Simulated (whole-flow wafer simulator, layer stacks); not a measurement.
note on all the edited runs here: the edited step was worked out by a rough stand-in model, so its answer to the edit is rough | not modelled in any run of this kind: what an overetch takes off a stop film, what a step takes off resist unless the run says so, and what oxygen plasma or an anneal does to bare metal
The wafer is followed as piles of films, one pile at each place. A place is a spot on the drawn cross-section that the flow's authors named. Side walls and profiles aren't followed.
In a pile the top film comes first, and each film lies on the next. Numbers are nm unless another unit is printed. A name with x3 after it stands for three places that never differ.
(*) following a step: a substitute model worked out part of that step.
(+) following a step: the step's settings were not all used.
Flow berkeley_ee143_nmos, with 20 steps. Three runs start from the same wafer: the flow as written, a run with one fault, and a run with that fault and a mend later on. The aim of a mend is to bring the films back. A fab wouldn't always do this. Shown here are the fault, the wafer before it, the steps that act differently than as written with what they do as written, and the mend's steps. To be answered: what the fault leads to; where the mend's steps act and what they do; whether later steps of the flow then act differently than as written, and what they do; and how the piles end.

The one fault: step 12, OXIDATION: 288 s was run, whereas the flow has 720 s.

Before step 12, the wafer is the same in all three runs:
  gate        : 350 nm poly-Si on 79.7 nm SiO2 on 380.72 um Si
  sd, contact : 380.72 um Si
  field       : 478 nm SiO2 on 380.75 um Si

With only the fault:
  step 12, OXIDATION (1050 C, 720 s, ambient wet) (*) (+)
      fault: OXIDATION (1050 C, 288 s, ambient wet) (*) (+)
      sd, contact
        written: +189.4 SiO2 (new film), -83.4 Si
        fault: +95 SiO2 (new film), -41.8 Si
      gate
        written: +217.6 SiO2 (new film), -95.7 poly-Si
        fault: +115.6 SiO2 (new film), -50.9 poly-Si
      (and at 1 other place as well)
  Steps later in the flow that act otherwise than as written:
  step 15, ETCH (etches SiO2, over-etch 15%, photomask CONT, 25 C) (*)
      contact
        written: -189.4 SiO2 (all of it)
        fault: -95 SiO2 (all of it)
  By the end, the piles at gate, sd, field depart from the flow's by more than 2% or 0.5 nm, whichever is larger.
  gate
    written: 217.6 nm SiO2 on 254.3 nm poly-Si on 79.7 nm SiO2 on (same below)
    fault: 115.6 nm SiO2 on 299.1 nm poly-Si on 79.7 nm SiO2 on (same below)
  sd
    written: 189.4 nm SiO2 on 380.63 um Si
    fault: 95 nm SiO2 on 380.67 um Si
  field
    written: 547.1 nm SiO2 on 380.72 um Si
    fault: 506.5 nm SiO2 on 380.73 um Si

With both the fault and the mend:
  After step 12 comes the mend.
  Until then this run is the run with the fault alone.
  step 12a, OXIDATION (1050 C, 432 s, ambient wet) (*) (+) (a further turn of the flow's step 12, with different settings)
      sd, contact
        +94.4 SiO2, -41.6 Si
      gate
        +102 SiO2, -44.9 poly-Si
      field
        +40.6 SiO2, -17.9 Si
  Every later step of the flow that is run acts as written at every place that is followed.
  By the end, the piles equal the flow's at every place that both follow.
